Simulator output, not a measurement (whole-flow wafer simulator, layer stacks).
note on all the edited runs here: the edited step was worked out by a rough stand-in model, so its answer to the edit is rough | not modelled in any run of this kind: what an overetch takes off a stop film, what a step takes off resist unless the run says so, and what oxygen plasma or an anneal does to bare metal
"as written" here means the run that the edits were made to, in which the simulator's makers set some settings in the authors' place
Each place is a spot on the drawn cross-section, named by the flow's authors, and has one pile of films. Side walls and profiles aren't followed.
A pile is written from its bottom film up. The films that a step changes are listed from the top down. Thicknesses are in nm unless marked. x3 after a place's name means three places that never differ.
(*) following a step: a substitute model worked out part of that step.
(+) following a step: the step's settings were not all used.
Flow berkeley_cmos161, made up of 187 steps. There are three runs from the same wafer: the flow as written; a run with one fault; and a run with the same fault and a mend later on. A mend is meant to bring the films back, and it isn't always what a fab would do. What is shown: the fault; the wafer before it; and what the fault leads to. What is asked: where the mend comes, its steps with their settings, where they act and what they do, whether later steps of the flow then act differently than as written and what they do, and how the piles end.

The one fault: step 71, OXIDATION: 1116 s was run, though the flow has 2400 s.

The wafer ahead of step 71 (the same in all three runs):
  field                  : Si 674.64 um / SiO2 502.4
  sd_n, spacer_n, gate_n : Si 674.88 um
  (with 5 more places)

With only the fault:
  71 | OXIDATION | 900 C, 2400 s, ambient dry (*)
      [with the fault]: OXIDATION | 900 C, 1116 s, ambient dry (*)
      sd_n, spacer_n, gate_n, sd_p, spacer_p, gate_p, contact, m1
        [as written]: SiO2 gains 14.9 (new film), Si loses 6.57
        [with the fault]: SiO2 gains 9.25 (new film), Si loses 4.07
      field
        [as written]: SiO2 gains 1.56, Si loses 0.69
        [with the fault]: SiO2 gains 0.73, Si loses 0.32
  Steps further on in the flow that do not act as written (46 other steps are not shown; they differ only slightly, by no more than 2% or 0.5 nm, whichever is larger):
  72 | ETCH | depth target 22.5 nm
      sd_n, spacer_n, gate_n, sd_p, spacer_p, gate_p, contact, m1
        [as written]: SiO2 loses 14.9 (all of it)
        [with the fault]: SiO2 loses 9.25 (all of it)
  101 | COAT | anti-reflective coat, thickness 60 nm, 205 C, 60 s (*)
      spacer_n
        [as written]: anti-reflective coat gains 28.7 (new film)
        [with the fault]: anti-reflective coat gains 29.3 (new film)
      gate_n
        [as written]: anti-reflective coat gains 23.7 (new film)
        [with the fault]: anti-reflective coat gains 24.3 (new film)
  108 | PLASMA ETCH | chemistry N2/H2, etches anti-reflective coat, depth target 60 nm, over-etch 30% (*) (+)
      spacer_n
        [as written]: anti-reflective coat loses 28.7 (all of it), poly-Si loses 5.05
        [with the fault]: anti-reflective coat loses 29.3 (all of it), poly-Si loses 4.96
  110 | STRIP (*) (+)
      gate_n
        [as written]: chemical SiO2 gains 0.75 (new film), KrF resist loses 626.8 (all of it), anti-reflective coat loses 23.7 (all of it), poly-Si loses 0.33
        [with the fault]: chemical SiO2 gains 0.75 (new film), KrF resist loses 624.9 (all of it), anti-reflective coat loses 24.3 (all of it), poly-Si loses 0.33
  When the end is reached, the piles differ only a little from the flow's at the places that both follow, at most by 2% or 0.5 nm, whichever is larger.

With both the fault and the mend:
  The mend follows step 71.
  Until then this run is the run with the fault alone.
  71a | OXIDATION | 900 C, 1284 s, ambient dry (*) (a further turn of the flow's step 71, with different settings)
      sd_n, spacer_n, gate_n, sd_p, spacer_p, gate_p, contact, m1
        SiO2 gains 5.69, Si loses 2.51
      field
        SiO2 gains 0.83, Si loses 0.37
  None of the later steps of the flow acts differently than as written at any place that is followed.
  The piles end the same as the flow's at every place that both follow.
